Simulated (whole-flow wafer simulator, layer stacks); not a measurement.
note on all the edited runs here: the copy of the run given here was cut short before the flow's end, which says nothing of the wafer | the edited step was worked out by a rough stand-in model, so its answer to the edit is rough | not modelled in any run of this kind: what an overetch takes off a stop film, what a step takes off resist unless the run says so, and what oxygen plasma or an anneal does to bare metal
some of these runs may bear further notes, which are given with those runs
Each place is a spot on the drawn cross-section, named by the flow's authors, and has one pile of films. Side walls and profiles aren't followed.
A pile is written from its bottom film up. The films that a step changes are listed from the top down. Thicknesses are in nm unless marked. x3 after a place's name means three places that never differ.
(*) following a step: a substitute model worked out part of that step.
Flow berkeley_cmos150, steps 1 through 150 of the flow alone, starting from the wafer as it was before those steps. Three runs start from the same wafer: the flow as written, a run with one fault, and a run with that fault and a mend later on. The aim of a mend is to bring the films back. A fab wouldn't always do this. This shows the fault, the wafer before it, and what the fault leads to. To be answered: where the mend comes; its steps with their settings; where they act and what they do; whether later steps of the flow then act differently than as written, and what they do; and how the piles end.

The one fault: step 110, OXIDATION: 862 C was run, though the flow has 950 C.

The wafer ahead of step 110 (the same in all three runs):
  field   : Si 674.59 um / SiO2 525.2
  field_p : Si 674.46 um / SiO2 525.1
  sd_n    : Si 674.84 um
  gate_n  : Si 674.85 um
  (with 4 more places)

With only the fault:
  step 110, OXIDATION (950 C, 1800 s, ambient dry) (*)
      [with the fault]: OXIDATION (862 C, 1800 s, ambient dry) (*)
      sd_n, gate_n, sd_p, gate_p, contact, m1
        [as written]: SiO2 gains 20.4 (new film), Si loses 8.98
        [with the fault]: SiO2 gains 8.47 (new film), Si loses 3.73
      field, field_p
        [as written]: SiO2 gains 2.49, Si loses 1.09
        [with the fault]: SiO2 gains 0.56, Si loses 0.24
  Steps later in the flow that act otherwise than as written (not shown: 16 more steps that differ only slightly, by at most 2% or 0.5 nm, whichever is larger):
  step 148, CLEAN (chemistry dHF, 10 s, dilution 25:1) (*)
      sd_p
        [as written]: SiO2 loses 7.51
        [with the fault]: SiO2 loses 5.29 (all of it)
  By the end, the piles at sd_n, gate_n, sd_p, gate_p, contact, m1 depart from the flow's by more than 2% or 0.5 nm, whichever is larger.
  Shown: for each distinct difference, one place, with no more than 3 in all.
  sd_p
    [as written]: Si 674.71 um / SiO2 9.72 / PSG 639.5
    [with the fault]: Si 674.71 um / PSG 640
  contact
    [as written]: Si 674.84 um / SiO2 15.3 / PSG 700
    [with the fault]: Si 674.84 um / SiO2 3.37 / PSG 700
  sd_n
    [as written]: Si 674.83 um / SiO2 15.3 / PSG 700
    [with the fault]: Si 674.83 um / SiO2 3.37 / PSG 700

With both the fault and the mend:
  The mend stands after step 112.
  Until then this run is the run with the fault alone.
  step 112a, OXIDATION (950 C, 1284 s, ambient dry) (*) (a further turn of the flow's step 110, with different settings)
      sd_n, gate_n, sd_p, gate_p, contact, m1
        SiO2 gains 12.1, Si loses 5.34
      field, field_p
        SiO2 gains 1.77, Si loses 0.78
  step 112b, ANNEAL (950 C, 1200 s, ambient N2) (a further turn of the flow's step 111)
      leaves every film unchanged at each place that is followed
  None of the later steps of the flow differs from how it acts as written, at any place that is followed, by more than 2% or 0.5 nm, whichever is larger.
  At the end the piles are close to the flow's at the places that both follow, differing by at most 2% or 0.5 nm, whichever is larger.
